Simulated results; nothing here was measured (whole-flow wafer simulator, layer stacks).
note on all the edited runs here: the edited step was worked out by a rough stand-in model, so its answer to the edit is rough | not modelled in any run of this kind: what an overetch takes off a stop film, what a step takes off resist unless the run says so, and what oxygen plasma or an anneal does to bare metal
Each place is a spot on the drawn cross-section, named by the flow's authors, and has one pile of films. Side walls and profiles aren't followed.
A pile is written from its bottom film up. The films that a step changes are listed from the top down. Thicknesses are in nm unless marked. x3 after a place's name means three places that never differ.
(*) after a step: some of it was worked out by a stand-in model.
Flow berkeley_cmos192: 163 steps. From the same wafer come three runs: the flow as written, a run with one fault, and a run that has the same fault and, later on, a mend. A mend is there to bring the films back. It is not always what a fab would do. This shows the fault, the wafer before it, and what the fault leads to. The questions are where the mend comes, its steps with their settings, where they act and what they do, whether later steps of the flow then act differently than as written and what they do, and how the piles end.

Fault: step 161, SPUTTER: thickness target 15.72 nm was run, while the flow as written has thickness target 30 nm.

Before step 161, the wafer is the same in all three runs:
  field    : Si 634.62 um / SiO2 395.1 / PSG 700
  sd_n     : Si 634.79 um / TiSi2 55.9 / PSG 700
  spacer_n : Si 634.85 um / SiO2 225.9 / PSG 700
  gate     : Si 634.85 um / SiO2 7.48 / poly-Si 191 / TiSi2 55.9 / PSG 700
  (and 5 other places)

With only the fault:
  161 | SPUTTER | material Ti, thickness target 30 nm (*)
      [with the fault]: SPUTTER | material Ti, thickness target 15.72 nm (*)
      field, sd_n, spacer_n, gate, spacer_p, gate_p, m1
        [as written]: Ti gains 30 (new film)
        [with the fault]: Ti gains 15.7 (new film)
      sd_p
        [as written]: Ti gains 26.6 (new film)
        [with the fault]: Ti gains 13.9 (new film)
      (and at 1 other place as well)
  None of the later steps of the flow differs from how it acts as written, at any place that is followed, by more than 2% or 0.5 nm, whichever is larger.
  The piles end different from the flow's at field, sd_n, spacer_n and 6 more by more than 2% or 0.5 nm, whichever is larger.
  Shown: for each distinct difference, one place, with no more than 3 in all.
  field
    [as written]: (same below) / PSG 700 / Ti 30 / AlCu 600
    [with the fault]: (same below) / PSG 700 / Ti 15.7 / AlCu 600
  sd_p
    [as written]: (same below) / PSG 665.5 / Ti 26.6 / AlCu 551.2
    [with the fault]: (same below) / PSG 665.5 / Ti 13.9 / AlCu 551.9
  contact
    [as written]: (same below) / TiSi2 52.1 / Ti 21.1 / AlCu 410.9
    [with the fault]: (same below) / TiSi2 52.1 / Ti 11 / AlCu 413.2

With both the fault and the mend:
  The mend follows step 161.
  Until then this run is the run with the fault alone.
  161a | ETCH | chemistry piranha, etches Ti, 120 C, 27 s (the flow's step 148 again, with other settings)
      field, sd_n, spacer_n, gate, spacer_p, gate_p, m1
        Ti loses 15.7 (all of it)
      sd_p
        Ti loses 13.9 (all of it)
      contact
        Ti loses 11 (all of it), TiSi2 loses 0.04
  161b | SPUTTER | material Ti, thickness target 30 nm (*) (the flow's step 161 again)
      field, sd_n, spacer_n, gate, spacer_p, gate_p, m1
        Ti gains 30 (new film)
      sd_p
        Ti gains 26.6 (new film)
      contact
        Ti gains 21.1 (new film)
  None of the later steps of the flow acts differently than as written at any place that is followed.
  The piles end only slightly different from the flow's at the places that both follow, by no more than 2% or 0.5 nm, whichever is larger.
